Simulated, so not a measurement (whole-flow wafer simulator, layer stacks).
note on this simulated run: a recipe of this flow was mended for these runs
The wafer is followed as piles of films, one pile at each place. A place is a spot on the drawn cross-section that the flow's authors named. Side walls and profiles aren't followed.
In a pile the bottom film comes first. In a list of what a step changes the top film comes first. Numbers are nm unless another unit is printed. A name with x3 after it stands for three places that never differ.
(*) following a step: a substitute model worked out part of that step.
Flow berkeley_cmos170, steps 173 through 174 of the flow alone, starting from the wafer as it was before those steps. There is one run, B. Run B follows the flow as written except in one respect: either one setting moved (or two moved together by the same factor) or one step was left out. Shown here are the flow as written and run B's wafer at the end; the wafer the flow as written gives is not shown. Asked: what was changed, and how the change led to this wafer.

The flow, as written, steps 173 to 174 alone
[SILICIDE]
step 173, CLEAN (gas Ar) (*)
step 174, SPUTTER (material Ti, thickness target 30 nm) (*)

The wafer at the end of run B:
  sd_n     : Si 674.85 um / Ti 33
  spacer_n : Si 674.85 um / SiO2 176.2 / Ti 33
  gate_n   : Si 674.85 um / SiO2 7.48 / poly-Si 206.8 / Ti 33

Cause: step 174, SPUTTER: thickness target 33 nm was run, though the flow has thickness target 30 nm.
One can read it off the wafer: sd_n has Ti 33, and step 174 as written asks for 30 nm.

The path from the change to this, step by step:
  step 174, SPUTTER (material Ti, thickness target 30 nm) (*)
      field, mark, sd_n and 10 more: Ti gains 33 (new film) (it would be, as written: Ti gains 30 (new film))
